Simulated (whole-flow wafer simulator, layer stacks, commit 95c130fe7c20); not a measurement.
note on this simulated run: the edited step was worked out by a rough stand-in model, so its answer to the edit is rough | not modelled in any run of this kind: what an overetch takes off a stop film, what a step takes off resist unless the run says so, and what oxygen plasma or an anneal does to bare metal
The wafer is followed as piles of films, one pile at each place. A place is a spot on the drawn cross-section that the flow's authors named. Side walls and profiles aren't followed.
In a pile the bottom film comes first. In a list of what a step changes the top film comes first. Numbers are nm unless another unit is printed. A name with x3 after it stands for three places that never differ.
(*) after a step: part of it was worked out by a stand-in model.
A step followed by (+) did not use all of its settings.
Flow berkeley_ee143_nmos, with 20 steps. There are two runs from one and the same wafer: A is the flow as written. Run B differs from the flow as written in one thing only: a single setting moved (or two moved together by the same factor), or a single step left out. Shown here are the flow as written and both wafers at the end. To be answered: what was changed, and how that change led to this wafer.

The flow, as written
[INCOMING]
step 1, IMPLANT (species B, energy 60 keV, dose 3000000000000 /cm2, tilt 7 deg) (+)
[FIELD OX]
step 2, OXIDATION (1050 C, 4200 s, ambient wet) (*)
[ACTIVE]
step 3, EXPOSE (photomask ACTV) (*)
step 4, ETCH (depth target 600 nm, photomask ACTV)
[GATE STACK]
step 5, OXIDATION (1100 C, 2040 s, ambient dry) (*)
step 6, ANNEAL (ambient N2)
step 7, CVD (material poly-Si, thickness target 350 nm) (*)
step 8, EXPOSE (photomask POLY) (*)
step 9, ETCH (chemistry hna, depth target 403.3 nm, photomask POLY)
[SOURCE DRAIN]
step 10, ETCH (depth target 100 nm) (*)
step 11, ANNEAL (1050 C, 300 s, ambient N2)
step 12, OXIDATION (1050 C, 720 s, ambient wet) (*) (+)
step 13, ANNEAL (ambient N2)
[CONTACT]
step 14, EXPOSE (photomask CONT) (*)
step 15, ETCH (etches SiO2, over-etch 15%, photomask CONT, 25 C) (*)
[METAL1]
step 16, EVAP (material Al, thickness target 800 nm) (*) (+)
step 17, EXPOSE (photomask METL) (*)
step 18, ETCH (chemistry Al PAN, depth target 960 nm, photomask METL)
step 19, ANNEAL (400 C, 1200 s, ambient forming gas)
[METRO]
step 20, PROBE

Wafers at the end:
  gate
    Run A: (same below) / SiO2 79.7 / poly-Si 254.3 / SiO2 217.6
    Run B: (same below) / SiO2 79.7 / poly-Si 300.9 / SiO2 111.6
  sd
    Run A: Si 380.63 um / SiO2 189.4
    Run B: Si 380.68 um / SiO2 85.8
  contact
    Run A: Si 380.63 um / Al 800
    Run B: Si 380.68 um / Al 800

Cause: step 12, OXIDATION: 971 C was run, though the flow has 1050 C.

How this came from the change, step by step:
  step 12, OXIDATION (1050 C, 720 s, ambient wet) (*) (+)
      sd, contact: A SiO2 gains 189.4 (new film), Si loses 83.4 | B SiO2 gains 85.8 (new film), Si loses 37.8
      gate: A SiO2 gains 217.6 (new film), poly-Si loses 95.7 | B SiO2 gains 111.6 (new film), poly-Si loses 49.1
      (also at 1 further place)
  step 15, ETCH (etches SiO2, over-etch 15%, photomask CONT, 25 C) (*)
      contact: A SiO2 loses 189.4 (all of it) | B SiO2 loses 85.8 (all of it)
